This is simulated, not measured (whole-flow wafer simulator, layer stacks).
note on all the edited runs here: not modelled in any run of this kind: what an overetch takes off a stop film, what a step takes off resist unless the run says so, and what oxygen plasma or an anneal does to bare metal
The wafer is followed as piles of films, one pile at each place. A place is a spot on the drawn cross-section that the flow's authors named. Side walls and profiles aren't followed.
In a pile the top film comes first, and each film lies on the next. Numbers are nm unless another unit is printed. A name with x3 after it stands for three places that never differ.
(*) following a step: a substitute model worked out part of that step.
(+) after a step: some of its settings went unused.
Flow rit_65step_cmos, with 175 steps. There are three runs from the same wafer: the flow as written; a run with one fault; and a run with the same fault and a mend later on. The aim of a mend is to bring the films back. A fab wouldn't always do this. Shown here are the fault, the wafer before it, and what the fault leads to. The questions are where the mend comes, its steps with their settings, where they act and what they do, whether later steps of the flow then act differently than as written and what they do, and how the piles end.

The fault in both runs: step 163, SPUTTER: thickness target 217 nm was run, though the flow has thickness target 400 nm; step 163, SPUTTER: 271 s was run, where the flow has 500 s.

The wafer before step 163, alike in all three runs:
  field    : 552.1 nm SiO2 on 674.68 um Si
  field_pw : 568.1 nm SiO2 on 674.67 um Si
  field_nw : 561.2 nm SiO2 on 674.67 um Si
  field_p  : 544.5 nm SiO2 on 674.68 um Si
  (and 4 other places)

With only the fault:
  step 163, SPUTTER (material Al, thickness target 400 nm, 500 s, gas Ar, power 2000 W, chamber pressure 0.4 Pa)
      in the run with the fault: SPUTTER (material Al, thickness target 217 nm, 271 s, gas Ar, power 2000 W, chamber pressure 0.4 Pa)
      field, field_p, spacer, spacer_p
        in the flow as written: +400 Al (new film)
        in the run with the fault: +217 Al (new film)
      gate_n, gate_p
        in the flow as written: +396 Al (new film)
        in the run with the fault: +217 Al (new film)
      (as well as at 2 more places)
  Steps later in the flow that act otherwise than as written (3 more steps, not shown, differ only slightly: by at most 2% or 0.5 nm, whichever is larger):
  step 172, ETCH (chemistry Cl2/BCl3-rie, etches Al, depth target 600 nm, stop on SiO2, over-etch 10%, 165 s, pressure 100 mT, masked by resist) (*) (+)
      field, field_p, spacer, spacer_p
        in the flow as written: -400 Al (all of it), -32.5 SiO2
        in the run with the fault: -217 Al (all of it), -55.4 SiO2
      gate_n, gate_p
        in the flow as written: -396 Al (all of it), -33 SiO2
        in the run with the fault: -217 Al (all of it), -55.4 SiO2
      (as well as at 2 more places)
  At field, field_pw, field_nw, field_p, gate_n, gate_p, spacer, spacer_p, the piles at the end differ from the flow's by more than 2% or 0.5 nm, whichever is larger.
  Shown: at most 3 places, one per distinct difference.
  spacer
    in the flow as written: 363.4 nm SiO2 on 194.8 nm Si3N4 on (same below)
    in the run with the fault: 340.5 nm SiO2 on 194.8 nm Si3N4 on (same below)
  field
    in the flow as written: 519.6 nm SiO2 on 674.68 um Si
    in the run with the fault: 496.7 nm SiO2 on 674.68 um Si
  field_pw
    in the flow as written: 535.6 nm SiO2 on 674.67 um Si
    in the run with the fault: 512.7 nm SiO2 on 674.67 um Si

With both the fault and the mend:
  The mend stands after step 164.
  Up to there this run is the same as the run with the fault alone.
  step 164a, ETCH (chemistry al pan, depth target 250.3 nm)
      field, field_p, gate_n, gate_p, spacer, spacer_p
        -217 Al (all of it)
      field_pw
        -216.9 Al (all of it)
      field_nw
        -216.8 Al (all of it)
  step 164b, SPUTTER (material Al, thickness target 400 nm, 500 s, gas Ar, power 2000 W, chamber pressure 0.4 Pa) (the flow's step 163, run once more)
      field, field_pw, field_p, spacer, spacer_p
        +400 Al (new film)
      gate_n, gate_p
        +396 Al (new film)
      field_nw
        +397.2 Al (new film)
  Every later step of the flow that is run acts as written at every place that is followed.
  By the end, the piles equal the flow's at every place that both follow.
